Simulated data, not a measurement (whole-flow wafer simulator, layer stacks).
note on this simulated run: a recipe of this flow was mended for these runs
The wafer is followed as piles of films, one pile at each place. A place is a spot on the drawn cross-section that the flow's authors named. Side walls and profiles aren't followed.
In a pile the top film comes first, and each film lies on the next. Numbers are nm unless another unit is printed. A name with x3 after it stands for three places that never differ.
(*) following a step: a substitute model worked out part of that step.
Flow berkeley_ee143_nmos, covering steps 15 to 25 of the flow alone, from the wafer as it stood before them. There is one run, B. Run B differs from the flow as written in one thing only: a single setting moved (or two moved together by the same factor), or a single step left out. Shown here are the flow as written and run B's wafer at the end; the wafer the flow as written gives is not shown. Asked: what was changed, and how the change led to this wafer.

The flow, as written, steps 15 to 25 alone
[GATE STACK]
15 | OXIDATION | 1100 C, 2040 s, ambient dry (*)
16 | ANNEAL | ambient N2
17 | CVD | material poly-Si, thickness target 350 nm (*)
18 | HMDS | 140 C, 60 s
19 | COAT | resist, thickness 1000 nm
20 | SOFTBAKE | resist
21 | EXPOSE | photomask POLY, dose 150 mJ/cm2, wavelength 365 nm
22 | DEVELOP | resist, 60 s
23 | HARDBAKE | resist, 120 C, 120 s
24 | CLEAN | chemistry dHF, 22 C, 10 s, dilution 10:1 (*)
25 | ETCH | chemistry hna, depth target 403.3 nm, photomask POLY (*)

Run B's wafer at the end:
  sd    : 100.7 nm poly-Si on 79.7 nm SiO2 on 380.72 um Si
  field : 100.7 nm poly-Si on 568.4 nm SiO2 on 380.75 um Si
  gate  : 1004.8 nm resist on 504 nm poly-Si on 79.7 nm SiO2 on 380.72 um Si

What caused this: step 17, CVD: thickness target 504 nm was run, though the flow has thickness target 350 nm.
The wafer itself shows it: gate has poly-Si 504, and step 17 as written asks for 350 nm.

How this came from the change, step by step:
  17 | CVD | material poly-Si, thickness target 350 nm (*)
      gate, sd, contact, field: poly-Si gains 504 (new film) (in the flow as written it would be: poly-Si gains 350 (new film))
  25 | ETCH | chemistry hna, depth target 403.3 nm, photomask POLY (*)
      sd, contact, field: poly-Si loses 403.3 (in the flow as written it would be: poly-Si loses 350 (all of it), SiO2 loses 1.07)
